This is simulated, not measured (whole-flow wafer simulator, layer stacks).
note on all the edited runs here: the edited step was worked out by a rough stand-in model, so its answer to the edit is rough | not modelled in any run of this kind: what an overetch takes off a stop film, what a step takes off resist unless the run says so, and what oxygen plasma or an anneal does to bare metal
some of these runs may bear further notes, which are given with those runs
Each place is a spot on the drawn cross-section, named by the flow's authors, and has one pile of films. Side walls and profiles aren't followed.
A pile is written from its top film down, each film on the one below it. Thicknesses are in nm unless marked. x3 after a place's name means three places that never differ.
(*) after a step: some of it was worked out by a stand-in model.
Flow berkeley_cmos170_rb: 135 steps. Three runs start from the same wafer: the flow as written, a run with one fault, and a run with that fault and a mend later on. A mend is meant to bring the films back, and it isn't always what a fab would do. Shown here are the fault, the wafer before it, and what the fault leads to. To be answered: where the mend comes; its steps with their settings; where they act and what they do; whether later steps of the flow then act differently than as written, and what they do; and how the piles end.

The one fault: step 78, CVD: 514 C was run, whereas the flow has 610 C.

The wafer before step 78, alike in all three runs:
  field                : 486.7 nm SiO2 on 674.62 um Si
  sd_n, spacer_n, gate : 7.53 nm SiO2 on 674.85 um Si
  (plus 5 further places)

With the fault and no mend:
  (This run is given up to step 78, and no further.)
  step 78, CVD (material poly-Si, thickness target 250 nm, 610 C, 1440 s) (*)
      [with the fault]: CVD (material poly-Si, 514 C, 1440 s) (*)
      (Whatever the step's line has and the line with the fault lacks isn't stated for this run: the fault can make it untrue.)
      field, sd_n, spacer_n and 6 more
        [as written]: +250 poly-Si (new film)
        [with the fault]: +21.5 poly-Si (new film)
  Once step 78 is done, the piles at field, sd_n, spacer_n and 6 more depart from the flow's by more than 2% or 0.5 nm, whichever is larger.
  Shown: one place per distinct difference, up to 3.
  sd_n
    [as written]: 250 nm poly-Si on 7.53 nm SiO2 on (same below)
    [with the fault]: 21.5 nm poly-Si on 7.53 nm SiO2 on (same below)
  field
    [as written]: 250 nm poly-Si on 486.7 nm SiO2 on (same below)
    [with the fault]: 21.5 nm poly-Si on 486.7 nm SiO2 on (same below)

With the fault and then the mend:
  The mend stands after step 78.
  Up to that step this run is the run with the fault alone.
  step 78a, ETCH (chemistry tmah, depth target 24.76 nm)
      field, sd_n, spacer_n and 6 more
        -21.5 poly-Si (all of it)
  step 78b, CLEAN (*) (the flow's step 74 again)
      does not change any film at any place that is followed
  step 78c, CVD (material poly-Si, thickness target 250 nm, 610 C, 1440 s) (*) (the flow's step 78 again)
      field, sd_n, spacer_n and 6 more
        +250 poly-Si (new film)
  Every later step of the flow that is run acts as written, at every place that is followed, to within 2% or 0.5 nm, whichever is larger.
  At every place that both follow, the piles at the end match the flow's.
